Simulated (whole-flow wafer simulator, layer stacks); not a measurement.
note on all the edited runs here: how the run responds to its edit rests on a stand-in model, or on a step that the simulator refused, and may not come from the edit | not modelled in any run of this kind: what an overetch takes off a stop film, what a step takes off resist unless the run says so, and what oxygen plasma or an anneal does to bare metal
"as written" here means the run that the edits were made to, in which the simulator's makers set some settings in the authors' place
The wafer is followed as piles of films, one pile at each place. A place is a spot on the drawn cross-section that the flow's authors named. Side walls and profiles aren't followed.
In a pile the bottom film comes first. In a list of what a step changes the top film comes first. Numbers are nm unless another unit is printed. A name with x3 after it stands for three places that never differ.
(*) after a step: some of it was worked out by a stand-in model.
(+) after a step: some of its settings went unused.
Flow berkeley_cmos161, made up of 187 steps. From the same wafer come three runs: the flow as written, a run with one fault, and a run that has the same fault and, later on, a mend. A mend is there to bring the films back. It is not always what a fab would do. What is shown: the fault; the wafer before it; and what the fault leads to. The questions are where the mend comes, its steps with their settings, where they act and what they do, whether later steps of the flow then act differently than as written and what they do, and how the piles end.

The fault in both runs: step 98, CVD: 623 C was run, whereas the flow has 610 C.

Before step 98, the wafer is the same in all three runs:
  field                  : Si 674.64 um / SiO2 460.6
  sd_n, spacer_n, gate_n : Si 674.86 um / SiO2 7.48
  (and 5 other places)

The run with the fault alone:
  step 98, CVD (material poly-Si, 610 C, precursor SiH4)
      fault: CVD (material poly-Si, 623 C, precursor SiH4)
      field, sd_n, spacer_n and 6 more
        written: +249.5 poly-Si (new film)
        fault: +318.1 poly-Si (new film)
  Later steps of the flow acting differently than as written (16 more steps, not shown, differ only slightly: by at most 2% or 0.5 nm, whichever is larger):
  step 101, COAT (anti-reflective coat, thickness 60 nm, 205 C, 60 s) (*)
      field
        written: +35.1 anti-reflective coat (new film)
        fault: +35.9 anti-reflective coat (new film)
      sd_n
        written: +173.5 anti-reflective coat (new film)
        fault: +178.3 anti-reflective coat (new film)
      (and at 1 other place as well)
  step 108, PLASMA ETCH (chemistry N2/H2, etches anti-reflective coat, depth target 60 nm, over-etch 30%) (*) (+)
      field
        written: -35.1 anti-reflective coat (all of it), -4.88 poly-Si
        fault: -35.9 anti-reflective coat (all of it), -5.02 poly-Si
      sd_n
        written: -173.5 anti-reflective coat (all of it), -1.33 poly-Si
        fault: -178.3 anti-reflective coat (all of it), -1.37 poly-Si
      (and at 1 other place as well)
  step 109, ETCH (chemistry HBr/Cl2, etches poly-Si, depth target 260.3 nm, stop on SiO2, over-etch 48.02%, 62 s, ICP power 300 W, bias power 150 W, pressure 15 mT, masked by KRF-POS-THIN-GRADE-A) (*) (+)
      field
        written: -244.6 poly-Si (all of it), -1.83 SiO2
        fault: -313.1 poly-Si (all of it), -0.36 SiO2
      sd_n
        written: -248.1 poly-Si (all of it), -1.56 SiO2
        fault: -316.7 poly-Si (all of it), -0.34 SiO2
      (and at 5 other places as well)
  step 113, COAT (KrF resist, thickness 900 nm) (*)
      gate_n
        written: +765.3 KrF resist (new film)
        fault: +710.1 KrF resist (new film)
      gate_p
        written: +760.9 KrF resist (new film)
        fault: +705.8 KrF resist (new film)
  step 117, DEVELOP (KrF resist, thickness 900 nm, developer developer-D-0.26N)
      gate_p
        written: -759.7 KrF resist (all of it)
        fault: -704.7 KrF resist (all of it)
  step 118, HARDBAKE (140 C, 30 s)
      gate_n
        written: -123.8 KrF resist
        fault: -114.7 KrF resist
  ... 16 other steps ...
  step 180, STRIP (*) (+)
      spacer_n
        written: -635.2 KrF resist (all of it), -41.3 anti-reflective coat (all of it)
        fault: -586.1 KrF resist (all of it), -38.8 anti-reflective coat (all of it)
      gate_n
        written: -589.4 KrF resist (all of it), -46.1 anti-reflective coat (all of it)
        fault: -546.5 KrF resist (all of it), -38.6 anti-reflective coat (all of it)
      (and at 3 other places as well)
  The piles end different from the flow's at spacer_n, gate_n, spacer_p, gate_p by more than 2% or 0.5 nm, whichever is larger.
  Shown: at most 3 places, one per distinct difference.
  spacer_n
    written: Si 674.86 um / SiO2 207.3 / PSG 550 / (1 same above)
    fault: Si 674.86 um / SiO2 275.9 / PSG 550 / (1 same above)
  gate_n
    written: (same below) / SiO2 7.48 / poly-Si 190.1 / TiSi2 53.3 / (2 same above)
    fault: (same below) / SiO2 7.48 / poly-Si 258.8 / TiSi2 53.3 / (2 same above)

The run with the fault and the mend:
  After step 100 comes the mend.
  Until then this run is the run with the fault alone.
  step 100a, ETCH (chemistry tmah, depth target 365.8 nm)
      field, sd_n, spacer_n and 6 more
        -318.1 poly-Si (all of it)
  step 100b, CLEAN (chemistry SPM) (the flow's step 94 again)
      alters no film at any place that is followed
  step 100c, CVD (material poly-Si, 610 C, precursor SiH4) (*) (the flow's step 98 again)
      field, sd_n, spacer_n and 6 more
        +249.5 poly-Si (new film)
  Every later step of the flow that is run acts as written at every place that is followed.
  By the end, the piles equal the flow's at every place that both follow.
